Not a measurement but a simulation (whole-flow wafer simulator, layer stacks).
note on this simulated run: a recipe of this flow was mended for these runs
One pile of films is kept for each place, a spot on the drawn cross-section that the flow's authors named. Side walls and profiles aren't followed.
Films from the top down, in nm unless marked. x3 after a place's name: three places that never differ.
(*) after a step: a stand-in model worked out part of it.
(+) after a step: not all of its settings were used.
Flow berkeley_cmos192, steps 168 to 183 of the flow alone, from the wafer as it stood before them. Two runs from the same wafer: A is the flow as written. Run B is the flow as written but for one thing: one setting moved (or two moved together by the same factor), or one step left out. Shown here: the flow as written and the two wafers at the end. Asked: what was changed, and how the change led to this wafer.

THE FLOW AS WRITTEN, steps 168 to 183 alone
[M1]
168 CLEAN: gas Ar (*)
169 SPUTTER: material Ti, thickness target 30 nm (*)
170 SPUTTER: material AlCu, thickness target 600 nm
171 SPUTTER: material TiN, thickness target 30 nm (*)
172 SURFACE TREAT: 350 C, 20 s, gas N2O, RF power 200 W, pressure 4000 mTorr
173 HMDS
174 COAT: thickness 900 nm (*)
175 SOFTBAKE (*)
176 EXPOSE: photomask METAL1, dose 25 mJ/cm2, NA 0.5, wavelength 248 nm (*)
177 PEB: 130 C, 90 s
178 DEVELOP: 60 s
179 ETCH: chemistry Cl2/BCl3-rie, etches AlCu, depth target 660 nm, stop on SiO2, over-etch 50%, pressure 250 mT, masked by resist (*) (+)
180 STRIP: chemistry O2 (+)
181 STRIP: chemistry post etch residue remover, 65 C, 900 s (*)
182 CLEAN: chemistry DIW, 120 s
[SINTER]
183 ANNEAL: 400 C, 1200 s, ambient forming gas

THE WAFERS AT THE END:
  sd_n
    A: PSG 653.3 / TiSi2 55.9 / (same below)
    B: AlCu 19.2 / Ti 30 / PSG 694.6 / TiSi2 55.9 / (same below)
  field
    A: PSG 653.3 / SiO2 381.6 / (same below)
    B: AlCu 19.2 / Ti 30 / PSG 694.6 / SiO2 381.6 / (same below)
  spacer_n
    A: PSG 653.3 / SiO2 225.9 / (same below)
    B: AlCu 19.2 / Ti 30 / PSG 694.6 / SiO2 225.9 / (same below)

The cause: step 170, SPUTTER: thickness target 982 nm was run, where the flow has thickness target 600 nm.

How the change led to this, step by step:
  170 SPUTTER: material AlCu, thickness target 600 nm
      field, sd_n, spacer_n, gate, spacer_p, gate_p, m1: A AlCu +600 (new film) | B AlCu +982 (new film)
      sd_p: A AlCu +557.4 (new film) | B AlCu +931.8 (new film)
      (and at 1 more place)
  171 SPUTTER: material TiN, thickness target 30 nm (*)
      contact: A TiN +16 (new film) | B TiN +12.1 (new film)
  174 COAT: thickness 900 nm (*)
      contact: A KrF-resist +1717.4 (new film) | B KrF-resist +1869.3 (new film)
  179 ETCH: chemistry Cl2/BCl3-rie, etches AlCu, depth target 660 nm, stop on SiO2, over-etch 50%, pressure 250 mT, masked by resist (*) (+)
      field, sd_n, spacer_n, gate, spacer_p, gate_p: A TiN -30 (all of it), AlCu -600 (all of it), Ti -30 (all of it), PSG -41.2 | B TiN -30 (all of it), AlCu -960
      sd_p: A TiN -26.2 (all of it), AlCu -557.4 (all of it), Ti -26.8 (all of it), PSG -47.4 | B TiN -26.1 (all of it), AlCu -931.8 (all of it), Ti -26.8 (all of it), PSG -0.65
  180 STRIP: chemistry O2 (+)
      contact: A KrF-resist -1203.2 (all of it) | B KrF-resist -1354.6 (all of it)
  181 STRIP: chemistry post etch residue remover, 65 C, 900 s (*)
      field, sd_n, spacer_n, gate, spacer_p, gate_p: A nothing | B AlCu -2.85
Counting metal films that touch as one body, sd_n has 1 body; the flow as written gives 0 bodies.
Counting metal films that touch as one body, field has 1 body; the flow as written gives 0 bodies.
Counting metal films that touch as one body, spacer_n has 1 body; the flow as written gives 0 bodies.
